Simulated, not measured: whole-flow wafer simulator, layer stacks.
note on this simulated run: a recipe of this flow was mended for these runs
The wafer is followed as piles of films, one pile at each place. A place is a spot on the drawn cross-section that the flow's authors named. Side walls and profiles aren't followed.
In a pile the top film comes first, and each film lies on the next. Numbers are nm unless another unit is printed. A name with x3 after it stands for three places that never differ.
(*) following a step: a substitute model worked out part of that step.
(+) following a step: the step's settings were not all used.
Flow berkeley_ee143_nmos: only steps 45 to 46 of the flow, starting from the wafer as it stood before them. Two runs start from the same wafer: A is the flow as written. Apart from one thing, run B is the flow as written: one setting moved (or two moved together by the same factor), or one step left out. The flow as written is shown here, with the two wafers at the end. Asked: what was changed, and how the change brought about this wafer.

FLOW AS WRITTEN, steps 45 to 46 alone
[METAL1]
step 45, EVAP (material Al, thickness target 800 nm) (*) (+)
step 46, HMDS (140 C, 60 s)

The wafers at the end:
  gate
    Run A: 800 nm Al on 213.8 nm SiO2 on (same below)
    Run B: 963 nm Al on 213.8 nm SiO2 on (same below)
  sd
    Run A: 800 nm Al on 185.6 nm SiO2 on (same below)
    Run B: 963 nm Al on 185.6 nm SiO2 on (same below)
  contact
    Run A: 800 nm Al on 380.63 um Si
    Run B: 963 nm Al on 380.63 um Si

Cause: step 45, EVAP: thickness target 963 nm was run, whereas the flow has thickness target 800 nm.
The wafer lets one read it off: gate has Al 963, and step 45 as written asks for 800 nm.

The path from the change to this, step by step:
  step 45, EVAP (material Al, thickness target 800 nm) (*) (+)
      gate, sd, contact, field: A +800 Al (new film) | B +963 Al (new film)
